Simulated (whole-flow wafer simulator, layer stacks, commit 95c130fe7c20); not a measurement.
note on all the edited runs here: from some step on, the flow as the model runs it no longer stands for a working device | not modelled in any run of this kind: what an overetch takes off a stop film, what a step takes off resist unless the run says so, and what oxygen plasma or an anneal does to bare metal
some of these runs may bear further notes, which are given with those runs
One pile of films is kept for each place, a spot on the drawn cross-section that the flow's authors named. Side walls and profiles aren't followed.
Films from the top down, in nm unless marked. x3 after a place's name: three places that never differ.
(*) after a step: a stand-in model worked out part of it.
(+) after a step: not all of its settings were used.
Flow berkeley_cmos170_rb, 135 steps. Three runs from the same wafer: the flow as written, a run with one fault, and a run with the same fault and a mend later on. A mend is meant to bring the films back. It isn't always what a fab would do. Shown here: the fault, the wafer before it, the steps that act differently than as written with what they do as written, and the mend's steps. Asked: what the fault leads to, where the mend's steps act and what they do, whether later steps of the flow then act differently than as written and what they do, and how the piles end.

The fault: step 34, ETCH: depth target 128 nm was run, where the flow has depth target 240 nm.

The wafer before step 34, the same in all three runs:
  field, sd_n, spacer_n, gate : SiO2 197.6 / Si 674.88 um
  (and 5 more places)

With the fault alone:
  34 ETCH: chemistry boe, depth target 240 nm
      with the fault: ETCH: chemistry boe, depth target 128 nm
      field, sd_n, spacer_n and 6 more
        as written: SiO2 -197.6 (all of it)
        with the fault: SiO2 -128
  Later steps of the flow that act differently than as written (10 more steps differ only slightly, by at most 2% or 0.5 nm, whichever is larger, and aren't shown):
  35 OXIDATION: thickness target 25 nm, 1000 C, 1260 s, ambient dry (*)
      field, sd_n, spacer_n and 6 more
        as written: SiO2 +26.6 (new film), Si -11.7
        with the fault: SiO2 +13.5, Si -5.95
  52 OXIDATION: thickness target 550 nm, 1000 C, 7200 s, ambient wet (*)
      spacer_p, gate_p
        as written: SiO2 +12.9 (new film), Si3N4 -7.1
        with the fault: SiO2 +12.9 (new film), Si3N4 -7.1, SiO2 +0.08
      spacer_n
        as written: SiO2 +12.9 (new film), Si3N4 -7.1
        with the fault: SiO2 +12.9 (new film), Si3N4 -7.1, SiO2 +0.11, Si -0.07
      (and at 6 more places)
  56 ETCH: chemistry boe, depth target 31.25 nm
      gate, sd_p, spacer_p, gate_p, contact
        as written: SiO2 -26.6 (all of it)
        with the fault: SiO2 -31.2
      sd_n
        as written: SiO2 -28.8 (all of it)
        with the fault: SiO2 -31.2
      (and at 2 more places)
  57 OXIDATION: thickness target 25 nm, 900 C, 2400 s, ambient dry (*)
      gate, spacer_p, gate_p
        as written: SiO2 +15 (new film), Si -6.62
        with the fault: SiO2 +8.14, Si -3.58
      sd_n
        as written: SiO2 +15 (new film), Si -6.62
        with the fault: SiO2 +4.69, Si -2.06
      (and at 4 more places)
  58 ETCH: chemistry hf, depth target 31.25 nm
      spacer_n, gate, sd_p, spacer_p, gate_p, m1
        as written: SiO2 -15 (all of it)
        with the fault: SiO2 -31.2
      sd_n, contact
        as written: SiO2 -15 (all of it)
        with the fault: SiO2 -31.3
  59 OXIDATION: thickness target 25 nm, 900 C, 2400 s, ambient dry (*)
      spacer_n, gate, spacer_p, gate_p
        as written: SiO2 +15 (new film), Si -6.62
        with the fault: SiO2 +8.02, Si -3.53
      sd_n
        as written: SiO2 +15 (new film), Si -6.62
        with the fault: SiO2 +7.1, Si -3.12
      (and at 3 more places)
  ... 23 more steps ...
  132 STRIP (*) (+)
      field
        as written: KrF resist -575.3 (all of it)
        with the fault: KrF resist -563 (all of it)
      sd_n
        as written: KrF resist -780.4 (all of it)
        with the fault: KrF resist -799.5 (all of it)
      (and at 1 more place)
  At the end the piles differ from the flow's by more than 2% or 0.5 nm, whichever is larger, at sd_n, gate, sd_p, gate_p, m1.
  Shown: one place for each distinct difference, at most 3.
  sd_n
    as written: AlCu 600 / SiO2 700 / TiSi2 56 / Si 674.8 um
    with the fault: AlCu 600 / SiO2 710.2 / Si 674.85 um
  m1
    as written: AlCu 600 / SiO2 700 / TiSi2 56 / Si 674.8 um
    with the fault: AlCu 600 / SiO2 721.2 / Si 674.85 um
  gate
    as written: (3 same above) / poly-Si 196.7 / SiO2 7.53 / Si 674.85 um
    with the fault: (3 same above) / poly-Si 196.7 / SiO2 10.7 / Si 674.87 um

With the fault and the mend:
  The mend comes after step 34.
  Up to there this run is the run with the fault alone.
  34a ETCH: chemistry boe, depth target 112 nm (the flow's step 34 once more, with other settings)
      field, sd_n, spacer_n and 6 more
        SiO2 -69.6 (all of it)
  No later step of the flow acts differently than as written at any place that is followed.
  At the end the piles are the same as the flow's at every place that both follow.
